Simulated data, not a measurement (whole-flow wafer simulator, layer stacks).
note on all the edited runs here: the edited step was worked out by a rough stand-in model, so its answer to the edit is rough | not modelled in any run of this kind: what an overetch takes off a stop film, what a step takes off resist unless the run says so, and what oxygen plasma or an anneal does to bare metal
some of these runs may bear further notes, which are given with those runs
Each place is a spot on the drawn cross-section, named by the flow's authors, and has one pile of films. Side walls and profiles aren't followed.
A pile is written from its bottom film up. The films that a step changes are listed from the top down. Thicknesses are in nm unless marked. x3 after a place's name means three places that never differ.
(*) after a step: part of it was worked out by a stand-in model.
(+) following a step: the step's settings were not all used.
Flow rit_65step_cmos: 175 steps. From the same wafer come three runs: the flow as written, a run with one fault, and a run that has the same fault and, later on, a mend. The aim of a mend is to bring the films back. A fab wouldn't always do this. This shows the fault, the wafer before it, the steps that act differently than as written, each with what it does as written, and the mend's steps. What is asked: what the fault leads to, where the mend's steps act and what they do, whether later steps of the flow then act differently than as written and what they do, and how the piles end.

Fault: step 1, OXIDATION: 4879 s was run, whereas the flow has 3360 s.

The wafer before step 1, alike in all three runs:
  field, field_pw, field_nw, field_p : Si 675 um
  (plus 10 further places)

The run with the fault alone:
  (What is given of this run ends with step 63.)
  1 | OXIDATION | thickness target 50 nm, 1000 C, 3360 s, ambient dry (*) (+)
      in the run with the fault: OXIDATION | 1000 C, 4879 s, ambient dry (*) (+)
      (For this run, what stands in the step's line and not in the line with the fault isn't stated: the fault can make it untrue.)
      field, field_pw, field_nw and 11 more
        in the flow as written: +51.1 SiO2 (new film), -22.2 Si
        in the run with the fault: +63.7 SiO2 (new film), -27.8 Si
  Steps later in the flow that act otherwise than as written (21 more steps, not shown, differ only slightly: by at most 2% or 0.5 nm, whichever is larger):
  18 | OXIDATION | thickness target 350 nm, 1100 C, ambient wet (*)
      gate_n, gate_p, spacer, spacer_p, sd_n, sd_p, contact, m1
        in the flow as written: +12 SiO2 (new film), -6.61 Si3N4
        in the run with the fault: +12 SiO2 (new film), -6.61 Si3N4, +0.05 SiO2
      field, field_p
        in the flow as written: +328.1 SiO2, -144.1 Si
        in the run with the fault: +319.1 SiO2, -140.1 Si
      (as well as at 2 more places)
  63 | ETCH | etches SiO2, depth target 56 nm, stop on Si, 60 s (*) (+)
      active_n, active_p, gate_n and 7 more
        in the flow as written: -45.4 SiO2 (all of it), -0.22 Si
        in the run with the fault: -56 SiO2
  After step 63, at active_n, active_p, gate_n and 7 more, the piles differ from the flow's by more than 2% or 0.5 nm, whichever is larger.
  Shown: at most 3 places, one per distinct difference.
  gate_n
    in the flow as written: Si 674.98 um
    in the run with the fault: Si 674.97 um / SiO2 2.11
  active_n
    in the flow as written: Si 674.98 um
    in the run with the fault: Si 674.97 um / SiO2 2.06

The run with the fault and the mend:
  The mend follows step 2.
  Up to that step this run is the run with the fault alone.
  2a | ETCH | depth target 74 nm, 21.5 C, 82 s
      field, field_pw, field_nw and 11 more
        -63.7 SiO2 (all of it)
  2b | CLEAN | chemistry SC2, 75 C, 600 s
      field, field_pw, field_nw and 11 more
        +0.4 chemical SiO2 (new film), -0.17 Si
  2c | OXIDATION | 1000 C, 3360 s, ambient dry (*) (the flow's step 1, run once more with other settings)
      field, field_pw, field_nw and 11 more
        +51 SiO2 (new film), -0.4 chemical SiO2 (all of it), -22.3 Si
  Steps later in the flow that act otherwise than as written (17 more steps, not shown, differ only slightly: by at most 2% or 0.5 nm, whichever is larger):
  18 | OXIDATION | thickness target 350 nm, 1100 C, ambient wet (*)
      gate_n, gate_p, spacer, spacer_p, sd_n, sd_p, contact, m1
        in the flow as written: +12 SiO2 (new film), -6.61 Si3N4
        in the run with the mend: +12 SiO2 (new film), -6.61 Si3N4, +0.03 SiO2
  At the end the piles are close to the flow's at the places that both follow, differing by at most 2% or 0.5 nm, whichever is larger.
